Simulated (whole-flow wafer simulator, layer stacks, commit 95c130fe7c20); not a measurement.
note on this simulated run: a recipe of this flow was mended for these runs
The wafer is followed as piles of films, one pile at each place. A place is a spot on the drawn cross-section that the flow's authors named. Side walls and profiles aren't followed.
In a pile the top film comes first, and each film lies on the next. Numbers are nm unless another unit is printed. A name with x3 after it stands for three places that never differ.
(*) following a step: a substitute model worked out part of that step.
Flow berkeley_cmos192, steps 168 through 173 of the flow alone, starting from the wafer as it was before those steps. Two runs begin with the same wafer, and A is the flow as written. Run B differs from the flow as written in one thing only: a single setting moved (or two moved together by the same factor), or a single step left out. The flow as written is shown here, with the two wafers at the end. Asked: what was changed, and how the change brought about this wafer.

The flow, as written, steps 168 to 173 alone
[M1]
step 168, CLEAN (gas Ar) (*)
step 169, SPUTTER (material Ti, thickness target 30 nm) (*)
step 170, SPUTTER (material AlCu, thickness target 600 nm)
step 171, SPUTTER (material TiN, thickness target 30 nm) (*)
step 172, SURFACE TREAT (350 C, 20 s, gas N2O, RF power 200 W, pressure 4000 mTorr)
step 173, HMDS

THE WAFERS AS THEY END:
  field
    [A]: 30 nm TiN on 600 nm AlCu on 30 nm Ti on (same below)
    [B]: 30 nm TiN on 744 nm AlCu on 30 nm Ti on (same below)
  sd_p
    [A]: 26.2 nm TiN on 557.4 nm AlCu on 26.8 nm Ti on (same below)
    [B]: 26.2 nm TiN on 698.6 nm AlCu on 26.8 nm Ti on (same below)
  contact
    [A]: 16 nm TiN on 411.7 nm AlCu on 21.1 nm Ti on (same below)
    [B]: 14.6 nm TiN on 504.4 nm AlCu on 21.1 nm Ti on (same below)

What caused this: step 170, SPUTTER: thickness target 744 nm was run, whereas the flow has thickness target 600 nm.
One can read it off the wafer: field has AlCu 744, and step 170 as written asks for 600 nm.

The path from the change to this, step by step:
  step 170, SPUTTER (material AlCu, thickness target 600 nm)
      field, sd_n, spacer_n, gate, spacer_p, gate_p, m1: A AlCu gains 600 (new film) | B AlCu gains 744 (new film)
      sd_p: A AlCu gains 557.4 (new film) | B AlCu gains 698.6 (new film)
      (as well as at 1 more place)
  step 171, SPUTTER (material TiN, thickness target 30 nm) (*)
      contact: A TiN gains 16 (new film) | B TiN gains 14.6 (new film)
